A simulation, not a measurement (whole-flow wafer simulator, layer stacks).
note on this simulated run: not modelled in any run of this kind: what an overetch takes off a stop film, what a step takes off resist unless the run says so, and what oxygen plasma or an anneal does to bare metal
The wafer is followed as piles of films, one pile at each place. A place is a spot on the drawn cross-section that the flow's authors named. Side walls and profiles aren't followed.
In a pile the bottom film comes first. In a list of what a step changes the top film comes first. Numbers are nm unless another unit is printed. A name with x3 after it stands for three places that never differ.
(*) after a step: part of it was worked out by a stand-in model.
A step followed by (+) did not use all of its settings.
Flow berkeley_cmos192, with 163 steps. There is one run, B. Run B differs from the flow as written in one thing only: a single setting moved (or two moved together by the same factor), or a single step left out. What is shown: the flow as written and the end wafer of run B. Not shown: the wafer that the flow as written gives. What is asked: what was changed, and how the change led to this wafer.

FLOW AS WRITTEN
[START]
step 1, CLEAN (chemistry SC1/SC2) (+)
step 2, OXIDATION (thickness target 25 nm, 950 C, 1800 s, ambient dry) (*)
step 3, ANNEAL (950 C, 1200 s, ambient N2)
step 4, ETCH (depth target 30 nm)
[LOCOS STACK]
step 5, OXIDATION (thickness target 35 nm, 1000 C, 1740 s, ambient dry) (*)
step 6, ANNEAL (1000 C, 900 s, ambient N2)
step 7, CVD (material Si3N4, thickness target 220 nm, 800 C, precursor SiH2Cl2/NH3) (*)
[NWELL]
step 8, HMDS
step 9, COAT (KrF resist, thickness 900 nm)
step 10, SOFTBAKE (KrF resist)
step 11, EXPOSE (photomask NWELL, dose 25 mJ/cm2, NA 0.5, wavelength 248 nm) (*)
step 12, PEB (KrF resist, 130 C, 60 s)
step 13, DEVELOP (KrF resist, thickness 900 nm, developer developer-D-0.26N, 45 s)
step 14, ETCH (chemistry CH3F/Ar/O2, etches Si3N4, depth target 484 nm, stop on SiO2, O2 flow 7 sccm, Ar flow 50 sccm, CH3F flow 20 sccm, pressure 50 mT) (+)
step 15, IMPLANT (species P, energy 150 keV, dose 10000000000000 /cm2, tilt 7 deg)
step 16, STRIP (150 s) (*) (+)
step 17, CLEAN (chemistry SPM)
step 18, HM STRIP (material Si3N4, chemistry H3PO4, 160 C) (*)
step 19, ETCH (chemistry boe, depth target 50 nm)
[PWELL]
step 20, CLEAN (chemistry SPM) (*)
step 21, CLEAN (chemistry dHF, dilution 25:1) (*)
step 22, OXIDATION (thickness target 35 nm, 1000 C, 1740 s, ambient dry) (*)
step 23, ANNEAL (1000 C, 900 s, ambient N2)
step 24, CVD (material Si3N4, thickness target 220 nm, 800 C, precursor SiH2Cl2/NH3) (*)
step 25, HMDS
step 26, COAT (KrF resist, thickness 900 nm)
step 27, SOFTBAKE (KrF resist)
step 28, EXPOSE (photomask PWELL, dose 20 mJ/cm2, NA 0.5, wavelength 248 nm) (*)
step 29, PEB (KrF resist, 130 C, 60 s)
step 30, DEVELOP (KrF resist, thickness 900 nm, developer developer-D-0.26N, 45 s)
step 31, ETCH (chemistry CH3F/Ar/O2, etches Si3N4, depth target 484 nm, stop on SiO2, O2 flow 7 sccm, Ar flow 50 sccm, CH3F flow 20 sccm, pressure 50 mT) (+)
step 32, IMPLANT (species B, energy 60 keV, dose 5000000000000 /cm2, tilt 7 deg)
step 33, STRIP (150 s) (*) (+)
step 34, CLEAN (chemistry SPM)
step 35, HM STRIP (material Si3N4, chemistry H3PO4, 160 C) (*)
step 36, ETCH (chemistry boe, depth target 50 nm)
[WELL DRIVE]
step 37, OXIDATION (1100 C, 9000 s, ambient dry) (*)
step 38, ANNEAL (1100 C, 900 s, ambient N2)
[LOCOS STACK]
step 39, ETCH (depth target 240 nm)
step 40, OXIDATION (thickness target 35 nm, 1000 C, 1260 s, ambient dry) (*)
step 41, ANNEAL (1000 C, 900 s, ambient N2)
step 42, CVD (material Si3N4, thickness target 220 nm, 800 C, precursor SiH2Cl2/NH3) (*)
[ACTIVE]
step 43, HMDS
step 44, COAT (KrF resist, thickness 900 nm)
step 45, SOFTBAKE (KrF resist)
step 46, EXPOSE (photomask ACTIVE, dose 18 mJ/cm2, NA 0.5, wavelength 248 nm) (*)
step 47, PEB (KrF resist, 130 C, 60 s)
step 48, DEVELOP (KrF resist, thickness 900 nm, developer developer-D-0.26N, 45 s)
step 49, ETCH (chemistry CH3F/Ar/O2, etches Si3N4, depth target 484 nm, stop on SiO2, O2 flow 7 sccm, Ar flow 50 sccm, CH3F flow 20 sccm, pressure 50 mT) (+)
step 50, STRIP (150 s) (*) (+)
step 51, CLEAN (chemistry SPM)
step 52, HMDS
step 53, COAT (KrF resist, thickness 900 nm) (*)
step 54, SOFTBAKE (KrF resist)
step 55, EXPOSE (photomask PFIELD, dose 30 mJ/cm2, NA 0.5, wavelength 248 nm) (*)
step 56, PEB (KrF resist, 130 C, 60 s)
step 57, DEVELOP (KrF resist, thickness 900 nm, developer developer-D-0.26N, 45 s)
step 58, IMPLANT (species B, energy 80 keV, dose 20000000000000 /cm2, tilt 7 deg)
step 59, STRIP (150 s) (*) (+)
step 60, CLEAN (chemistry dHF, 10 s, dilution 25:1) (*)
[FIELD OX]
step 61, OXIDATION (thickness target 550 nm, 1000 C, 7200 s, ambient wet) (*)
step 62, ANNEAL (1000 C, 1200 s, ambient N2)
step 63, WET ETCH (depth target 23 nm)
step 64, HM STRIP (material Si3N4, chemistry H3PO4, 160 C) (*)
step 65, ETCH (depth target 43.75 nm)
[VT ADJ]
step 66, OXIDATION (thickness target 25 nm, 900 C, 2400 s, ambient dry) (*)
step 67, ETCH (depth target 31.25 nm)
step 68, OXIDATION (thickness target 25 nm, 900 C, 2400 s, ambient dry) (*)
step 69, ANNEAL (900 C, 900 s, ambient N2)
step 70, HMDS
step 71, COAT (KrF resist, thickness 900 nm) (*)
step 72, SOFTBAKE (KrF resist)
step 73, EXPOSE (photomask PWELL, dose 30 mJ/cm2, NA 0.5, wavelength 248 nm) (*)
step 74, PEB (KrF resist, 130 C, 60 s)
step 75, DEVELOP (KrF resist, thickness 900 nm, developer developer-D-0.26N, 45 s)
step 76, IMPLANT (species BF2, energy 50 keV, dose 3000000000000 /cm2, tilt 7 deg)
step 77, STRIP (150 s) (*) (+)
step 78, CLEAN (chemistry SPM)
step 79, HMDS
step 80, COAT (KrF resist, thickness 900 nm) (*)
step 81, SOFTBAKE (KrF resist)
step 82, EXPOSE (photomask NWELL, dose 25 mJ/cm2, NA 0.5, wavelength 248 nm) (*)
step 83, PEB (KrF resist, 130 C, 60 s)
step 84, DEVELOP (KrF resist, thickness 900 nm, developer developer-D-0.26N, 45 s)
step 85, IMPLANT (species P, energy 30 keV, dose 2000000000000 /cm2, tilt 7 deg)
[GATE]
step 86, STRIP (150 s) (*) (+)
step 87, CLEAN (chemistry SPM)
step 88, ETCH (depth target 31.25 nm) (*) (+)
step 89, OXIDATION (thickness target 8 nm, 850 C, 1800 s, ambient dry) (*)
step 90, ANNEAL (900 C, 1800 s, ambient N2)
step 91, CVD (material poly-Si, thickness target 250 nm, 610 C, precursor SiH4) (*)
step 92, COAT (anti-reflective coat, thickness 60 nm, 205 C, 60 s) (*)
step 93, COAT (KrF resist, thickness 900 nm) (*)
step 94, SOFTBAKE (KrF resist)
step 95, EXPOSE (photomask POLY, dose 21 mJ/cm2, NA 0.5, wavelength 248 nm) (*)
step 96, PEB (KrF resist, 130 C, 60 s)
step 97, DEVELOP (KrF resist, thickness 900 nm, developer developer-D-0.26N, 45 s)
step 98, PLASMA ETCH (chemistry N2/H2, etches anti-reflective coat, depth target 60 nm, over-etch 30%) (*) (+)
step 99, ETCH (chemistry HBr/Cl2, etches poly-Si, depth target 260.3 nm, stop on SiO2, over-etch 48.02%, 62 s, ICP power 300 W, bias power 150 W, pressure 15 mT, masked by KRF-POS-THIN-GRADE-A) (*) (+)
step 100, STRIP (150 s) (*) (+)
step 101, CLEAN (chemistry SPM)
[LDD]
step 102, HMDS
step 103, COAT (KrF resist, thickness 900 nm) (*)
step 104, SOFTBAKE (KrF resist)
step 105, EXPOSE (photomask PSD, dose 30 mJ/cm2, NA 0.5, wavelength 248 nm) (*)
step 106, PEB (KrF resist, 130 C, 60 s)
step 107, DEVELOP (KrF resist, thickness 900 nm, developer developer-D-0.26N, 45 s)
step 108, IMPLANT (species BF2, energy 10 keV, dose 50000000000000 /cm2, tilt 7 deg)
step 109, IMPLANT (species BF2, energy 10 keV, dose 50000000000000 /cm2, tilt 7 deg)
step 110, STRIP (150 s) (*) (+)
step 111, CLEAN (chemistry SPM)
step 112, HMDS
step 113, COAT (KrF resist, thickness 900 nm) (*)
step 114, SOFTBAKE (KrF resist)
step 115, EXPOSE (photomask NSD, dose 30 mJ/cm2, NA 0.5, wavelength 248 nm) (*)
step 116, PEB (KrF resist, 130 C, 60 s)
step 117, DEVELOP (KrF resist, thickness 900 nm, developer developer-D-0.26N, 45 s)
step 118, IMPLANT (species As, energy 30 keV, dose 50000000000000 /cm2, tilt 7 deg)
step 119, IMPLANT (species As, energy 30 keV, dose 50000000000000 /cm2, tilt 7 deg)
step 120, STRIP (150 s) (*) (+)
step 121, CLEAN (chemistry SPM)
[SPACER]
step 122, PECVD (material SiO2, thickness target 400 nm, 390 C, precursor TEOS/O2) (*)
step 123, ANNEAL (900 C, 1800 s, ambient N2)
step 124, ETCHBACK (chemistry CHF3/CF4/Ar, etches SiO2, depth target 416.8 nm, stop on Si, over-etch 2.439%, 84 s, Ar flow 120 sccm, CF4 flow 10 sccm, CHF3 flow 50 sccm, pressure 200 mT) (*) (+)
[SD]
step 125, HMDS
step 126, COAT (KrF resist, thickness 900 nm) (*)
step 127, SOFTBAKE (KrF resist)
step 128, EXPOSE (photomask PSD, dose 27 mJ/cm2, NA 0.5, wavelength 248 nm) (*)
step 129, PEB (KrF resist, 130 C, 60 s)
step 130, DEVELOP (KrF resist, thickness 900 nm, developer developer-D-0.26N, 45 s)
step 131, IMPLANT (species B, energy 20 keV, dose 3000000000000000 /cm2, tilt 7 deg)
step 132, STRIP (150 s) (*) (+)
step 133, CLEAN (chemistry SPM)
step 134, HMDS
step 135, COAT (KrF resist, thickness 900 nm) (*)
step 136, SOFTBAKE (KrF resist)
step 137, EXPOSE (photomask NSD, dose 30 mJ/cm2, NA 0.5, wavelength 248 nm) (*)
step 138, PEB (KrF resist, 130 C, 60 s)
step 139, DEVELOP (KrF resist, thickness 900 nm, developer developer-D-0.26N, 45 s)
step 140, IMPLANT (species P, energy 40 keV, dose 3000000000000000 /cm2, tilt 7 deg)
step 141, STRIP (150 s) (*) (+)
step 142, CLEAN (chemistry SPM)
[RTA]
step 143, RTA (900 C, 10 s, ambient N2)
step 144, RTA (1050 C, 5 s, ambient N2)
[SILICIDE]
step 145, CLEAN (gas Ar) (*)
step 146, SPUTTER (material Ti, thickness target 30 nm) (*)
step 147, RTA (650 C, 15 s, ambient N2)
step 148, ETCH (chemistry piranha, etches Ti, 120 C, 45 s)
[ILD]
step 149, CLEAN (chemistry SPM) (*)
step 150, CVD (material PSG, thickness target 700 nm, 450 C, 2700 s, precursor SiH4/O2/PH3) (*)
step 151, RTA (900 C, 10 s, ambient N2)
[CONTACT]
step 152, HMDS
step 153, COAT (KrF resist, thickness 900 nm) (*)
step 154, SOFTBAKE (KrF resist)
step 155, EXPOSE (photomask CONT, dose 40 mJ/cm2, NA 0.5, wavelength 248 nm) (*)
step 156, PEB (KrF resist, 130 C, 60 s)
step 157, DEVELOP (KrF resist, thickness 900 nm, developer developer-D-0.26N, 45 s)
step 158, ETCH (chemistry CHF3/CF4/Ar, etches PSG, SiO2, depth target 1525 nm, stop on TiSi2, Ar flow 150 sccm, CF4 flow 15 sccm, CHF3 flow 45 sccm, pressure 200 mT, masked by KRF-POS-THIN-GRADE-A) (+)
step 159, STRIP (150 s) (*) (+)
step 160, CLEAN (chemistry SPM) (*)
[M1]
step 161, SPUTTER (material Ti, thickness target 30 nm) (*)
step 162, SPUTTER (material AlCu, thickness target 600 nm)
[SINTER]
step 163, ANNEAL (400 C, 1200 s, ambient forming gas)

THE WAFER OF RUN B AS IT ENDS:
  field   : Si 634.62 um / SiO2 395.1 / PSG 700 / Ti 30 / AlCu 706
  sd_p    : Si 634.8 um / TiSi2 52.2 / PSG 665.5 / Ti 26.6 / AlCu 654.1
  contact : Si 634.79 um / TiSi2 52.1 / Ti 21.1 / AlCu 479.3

Cause: step 162, SPUTTER: thickness target 706 nm was run, though the flow has thickness target 600 nm.
The wafer itself shows it: field has AlCu 706, and step 162 as written asks for 600 nm.

Step by step, how the change led to this:
  step 162, SPUTTER (material AlCu, thickness target 600 nm)
      field, sd_n, spacer_n, gate, spacer_p, gate_p, m1: AlCu gains 706 (new film) (in the flow as written it would be: AlCu gains 600 (new film))
      sd_p: AlCu gains 654.1 (new film) (in the flow as written it would be: AlCu gains 551.2 (new film))
      (as well as at 1 more place)
